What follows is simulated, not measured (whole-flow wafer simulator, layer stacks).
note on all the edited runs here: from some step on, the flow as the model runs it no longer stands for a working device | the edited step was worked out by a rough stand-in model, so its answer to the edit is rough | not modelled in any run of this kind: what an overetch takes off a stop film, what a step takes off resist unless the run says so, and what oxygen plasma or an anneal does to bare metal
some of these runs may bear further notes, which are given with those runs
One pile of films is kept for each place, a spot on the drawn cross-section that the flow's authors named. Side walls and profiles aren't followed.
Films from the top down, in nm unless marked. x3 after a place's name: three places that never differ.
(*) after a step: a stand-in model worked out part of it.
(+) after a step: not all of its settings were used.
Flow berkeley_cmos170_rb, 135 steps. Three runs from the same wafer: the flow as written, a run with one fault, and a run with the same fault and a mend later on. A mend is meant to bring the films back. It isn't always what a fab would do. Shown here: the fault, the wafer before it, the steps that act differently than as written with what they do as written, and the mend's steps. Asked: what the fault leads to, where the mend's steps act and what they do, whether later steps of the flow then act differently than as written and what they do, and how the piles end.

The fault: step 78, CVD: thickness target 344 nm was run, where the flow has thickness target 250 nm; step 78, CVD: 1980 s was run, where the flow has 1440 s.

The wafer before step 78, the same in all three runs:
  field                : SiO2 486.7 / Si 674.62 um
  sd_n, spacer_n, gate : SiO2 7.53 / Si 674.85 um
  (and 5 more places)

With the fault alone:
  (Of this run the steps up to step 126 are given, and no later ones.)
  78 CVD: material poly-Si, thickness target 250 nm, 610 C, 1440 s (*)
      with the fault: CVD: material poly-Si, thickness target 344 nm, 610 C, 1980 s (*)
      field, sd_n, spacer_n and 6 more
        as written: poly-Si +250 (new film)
        with the fault: poly-Si +344 (new film)
  Later steps of the flow that act differently than as written (5 more steps differ only slightly, by at most 2% or 0.5 nm, whichever is larger, and aren't shown):
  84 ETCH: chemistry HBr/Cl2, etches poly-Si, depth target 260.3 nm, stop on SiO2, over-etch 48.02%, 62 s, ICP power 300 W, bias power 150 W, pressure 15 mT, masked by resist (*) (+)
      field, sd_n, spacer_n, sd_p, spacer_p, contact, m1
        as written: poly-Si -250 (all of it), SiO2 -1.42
        with the fault: poly-Si -344 (all of it), SiO2 -0.21
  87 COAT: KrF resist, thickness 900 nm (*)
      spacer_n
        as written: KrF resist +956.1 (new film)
        with the fault: KrF resist +976.5 (new film)
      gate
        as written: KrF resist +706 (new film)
        with the fault: KrF resist +634.7 (new film)
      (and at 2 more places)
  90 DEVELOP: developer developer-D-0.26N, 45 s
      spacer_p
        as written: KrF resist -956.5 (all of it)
        with the fault: KrF resist -977.7 (all of it)
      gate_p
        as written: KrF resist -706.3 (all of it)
        with the fault: KrF resist -635.6 (all of it)
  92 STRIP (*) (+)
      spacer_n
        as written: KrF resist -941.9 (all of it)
        with the fault: KrF resist -962.3 (all of it)
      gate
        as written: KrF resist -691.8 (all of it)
        with the fault: KrF resist -620.5 (all of it)
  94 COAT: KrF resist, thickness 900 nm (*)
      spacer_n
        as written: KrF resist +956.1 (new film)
        with the fault: KrF resist +976.5 (new film)
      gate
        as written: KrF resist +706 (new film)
        with the fault: KrF resist +634.7 (new film)
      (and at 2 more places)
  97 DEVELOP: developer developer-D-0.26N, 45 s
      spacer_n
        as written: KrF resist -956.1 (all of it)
        with the fault: KrF resist -976.5 (all of it)
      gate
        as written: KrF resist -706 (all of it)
        with the fault: KrF resist -634.7 (all of it)
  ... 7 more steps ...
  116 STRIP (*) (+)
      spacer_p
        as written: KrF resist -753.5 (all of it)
        with the fault: KrF resist -687.5 (all of it)
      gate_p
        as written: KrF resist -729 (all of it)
        with the fault: KrF resist -664.6 (all of it)
  After step 126 the piles differ from the flow's by more than 2% or 0.5 nm, whichever is larger, at spacer_n, gate, spacer_p, gate_p.
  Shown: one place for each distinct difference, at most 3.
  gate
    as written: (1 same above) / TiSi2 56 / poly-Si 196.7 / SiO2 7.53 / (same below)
    with the fault: (1 same above) / TiSi2 56 / poly-Si 290.7 / SiO2 7.53 / (same below)
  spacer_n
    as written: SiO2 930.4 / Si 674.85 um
    with the fault: SiO2 1024.4 / Si 674.85 um
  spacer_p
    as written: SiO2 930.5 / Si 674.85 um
    with the fault: SiO2 1024.5 / Si 674.85 um

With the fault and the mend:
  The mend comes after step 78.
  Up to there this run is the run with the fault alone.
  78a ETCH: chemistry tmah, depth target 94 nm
      field, sd_n, spacer_n and 6 more
        poly-Si -94
  No later step of the flow acts differently than as written at any place that is followed.
  At the end the piles are the same as the flow's at every place that both follow.
